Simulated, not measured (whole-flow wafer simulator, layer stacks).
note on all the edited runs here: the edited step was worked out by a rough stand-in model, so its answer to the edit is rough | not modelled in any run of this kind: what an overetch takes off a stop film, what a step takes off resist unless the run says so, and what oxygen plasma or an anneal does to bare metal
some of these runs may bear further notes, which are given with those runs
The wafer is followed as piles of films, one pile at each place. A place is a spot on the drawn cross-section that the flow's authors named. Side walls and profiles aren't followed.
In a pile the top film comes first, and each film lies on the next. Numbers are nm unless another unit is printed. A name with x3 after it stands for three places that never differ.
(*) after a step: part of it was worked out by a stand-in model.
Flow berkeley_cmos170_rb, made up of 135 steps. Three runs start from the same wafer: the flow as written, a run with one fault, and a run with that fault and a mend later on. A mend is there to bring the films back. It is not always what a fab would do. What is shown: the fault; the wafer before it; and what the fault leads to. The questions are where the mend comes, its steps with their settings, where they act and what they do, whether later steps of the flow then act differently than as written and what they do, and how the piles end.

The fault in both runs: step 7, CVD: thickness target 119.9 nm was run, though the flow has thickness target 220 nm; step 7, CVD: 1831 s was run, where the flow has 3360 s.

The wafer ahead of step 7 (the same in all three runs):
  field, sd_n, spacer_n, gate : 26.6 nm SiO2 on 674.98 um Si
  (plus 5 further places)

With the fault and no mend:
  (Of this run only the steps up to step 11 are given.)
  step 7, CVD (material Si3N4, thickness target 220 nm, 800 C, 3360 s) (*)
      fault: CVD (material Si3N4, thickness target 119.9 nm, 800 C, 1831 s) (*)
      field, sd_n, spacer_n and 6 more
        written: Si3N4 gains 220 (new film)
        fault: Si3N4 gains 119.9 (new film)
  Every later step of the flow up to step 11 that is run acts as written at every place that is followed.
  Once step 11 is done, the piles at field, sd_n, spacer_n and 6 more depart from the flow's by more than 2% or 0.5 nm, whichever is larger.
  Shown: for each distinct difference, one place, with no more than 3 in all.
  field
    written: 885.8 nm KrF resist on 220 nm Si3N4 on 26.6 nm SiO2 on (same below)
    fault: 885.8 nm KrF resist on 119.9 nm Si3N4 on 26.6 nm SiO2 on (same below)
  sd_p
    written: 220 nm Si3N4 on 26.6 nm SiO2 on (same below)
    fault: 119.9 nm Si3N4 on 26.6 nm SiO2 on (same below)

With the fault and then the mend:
  The mend stands after step 7.
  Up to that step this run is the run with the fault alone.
  step 7a, ETCH (chemistry h3po4, depth target 137.7 nm)
      field, sd_n, spacer_n and 6 more
        Si3N4 loses 119.9 (all of it)
  step 7b, CLEAN (*) (the flow's step 1 again)
      alters no film at any place that is followed
  step 7c, CVD (material Si3N4, thickness target 220 nm, 800 C, 3360 s) (*) (the flow's step 7 again)
      field, sd_n, spacer_n and 6 more
        Si3N4 gains 220 (new film)
  Every later step of the flow that is run acts as written at every place that is followed.
  By the end, the piles equal the flow's at every place that both follow.
